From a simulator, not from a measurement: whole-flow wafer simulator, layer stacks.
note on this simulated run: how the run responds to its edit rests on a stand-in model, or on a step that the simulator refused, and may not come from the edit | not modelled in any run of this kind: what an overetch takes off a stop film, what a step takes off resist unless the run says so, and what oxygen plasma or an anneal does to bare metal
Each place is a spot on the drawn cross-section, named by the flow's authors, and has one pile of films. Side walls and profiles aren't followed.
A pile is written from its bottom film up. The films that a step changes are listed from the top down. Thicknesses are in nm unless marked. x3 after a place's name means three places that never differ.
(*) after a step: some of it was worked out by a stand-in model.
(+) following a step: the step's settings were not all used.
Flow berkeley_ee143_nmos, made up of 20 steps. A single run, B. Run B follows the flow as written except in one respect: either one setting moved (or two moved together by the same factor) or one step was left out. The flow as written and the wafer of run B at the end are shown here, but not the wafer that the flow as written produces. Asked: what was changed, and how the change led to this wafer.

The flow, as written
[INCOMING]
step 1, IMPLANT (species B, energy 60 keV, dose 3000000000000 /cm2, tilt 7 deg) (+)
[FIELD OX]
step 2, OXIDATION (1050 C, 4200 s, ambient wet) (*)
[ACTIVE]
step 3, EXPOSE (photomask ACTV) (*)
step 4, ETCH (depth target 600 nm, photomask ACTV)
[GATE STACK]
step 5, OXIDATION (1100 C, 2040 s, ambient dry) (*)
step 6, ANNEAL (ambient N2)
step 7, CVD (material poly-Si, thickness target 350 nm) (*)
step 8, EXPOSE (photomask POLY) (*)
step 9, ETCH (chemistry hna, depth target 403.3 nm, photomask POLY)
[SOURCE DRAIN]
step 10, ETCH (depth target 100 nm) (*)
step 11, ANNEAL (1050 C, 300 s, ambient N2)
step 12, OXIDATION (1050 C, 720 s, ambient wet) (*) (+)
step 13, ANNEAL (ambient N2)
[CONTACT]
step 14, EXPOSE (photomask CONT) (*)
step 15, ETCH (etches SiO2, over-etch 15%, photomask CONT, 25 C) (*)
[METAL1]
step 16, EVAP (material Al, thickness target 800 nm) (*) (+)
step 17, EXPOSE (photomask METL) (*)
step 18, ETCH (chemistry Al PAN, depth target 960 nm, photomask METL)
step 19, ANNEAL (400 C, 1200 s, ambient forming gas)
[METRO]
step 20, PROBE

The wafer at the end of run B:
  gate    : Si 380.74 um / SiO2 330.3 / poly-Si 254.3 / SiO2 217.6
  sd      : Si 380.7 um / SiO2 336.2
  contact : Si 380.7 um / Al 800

The reason: step 4, ETCH: depth target 255 nm was run, whereas the flow has depth target 600 nm.

The path from the change to this, step by step:
  step 4, ETCH (depth target 600 nm, photomask ACTV)
      gate, sd, contact: SiO2 loses 255 (in the flow as written it would be: SiO2 loses 566.4 (all of it))
  step 5, OXIDATION (1100 C, 2040 s, ambient dry) (*)
      gate, sd, contact: SiO2 gains 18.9, Si loses 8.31 (in the flow as written it would be: SiO2 gains 79.7 (new film), Si loses 35.1)
  step 10, ETCH (depth target 100 nm) (*)
      sd, contact: SiO2 loses 100 (in the flow as written it would be: SiO2 loses 79.7 (all of it))
  step 12, OXIDATION (1050 C, 720 s, ambient wet) (*) (+)
      sd, contact: SiO2 gains 105.9, Si loses 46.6 (in the flow as written it would be: SiO2 gains 189.4 (new film), Si loses 83.4)
  step 15, ETCH (etches SiO2, over-etch 15%, photomask CONT, 25 C) (*)
      contact: SiO2 loses 336.2 (all of it) (in the flow as written it would be: SiO2 loses 189.4 (all of it))
